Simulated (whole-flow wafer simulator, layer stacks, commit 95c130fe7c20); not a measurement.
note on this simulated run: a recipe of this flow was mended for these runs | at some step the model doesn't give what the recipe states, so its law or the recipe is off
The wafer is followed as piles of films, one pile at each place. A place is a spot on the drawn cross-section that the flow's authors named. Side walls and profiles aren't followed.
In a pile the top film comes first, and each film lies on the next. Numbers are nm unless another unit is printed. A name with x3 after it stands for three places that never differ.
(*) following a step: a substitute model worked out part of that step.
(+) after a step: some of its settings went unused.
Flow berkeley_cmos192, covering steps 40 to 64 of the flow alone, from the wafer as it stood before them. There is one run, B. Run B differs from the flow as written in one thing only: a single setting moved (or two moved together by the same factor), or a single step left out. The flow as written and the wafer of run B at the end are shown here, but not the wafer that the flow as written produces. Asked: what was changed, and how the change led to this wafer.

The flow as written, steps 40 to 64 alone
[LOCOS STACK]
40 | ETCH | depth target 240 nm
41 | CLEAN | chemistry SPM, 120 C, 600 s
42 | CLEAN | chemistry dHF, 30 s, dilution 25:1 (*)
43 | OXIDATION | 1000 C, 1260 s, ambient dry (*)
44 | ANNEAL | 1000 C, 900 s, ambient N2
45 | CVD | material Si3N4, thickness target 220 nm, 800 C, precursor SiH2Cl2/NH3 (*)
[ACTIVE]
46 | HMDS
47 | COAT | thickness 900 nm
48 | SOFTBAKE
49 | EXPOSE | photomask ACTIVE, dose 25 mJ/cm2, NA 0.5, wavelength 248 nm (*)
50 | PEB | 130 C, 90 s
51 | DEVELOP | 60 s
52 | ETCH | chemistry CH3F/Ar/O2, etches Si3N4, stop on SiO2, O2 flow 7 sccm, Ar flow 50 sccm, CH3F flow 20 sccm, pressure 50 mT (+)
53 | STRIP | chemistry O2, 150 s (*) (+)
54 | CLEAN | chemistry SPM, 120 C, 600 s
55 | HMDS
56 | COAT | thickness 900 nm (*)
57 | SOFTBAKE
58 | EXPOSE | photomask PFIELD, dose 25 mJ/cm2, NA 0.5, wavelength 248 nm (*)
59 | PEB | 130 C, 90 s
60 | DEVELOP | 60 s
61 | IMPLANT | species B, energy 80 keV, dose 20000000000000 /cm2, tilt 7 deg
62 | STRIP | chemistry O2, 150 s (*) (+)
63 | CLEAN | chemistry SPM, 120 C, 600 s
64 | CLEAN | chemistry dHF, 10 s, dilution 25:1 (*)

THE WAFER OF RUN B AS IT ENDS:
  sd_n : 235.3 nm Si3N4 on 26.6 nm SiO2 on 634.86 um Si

The reason: step 45, CVD: thickness target 236 nm was run, though the flow has thickness target 220 nm.

How this came from the change, step by step:
  45 | CVD | material Si3N4, thickness target 220 nm, 800 C, precursor SiH2Cl2/NH3 (*)
      field, sd_n, spacer_n and 6 more: +236 Si3N4 (new film) (as written it would have been: +220 Si3N4 (new film))
  52 | ETCH | chemistry CH3F/Ar/O2, etches Si3N4, stop on SiO2, O2 flow 7 sccm, Ar flow 50 sccm, CH3F flow 20 sccm, pressure 50 mT (+)
      sd_n, spacer_n, gate, sd_p, spacer_p, gate_p, contact, m1: -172 KrF-resist (as written it would have been: -161.3 KrF-resist)
      field: -236 Si3N4 (all of it), -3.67 SiO2 (as written it would have been: -220 Si3N4 (all of it), -3.67 SiO2)
